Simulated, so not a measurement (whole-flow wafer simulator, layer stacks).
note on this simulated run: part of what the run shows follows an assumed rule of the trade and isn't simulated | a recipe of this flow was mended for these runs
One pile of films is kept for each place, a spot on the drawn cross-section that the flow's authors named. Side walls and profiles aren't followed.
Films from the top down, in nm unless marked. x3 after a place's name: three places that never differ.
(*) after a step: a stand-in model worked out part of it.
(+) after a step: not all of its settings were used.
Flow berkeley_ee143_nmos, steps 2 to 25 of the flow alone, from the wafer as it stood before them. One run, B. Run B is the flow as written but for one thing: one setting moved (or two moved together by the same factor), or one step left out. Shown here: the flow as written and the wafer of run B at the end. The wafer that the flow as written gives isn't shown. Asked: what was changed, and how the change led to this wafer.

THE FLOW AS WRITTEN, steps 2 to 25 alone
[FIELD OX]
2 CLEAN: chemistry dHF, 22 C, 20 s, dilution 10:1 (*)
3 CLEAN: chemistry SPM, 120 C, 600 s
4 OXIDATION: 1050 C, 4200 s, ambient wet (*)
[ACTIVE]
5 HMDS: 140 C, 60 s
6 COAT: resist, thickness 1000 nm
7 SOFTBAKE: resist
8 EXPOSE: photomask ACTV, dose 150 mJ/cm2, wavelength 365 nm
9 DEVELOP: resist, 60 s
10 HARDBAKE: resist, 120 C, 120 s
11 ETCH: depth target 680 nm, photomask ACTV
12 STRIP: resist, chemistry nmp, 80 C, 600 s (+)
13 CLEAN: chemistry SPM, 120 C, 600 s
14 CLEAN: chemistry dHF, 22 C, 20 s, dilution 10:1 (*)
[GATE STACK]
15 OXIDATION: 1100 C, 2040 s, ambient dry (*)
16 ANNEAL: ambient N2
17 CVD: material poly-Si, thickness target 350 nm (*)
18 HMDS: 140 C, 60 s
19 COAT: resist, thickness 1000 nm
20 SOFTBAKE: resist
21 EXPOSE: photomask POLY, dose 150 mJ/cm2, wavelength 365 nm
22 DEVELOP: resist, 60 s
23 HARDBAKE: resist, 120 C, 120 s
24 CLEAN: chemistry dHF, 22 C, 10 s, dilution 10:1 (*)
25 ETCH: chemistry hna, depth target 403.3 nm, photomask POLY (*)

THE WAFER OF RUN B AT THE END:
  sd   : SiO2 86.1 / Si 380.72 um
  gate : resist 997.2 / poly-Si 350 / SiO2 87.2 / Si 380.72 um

The cause: step 11, ETCH: depth target 530 nm was run, where the flow has depth target 680 nm.

How the change led to this, step by step:
  11 ETCH: depth target 680 nm, photomask ACTV
      gate, sd, contact: SiO2 -530 (as written it would be: SiO2 -566.4 (all of it))
  13 CLEAN: chemistry SPM, 120 C, 600 s
      gate, sd, contact: nothing (as written it would be: chemical SiO2 +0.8 (new film), Si -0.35)
  14 CLEAN: chemistry dHF, 22 C, 20 s, dilution 10:1 (*)
      gate, sd, contact: SiO2 -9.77 (as written it would be: chemical SiO2 -0.8 (all of it))
  15 OXIDATION: 1100 C, 2040 s, ambient dry (*)
      gate, sd, contact: SiO2 +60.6, Si -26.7 (as written it would be: SiO2 +79.7 (new film), Si -35.1)
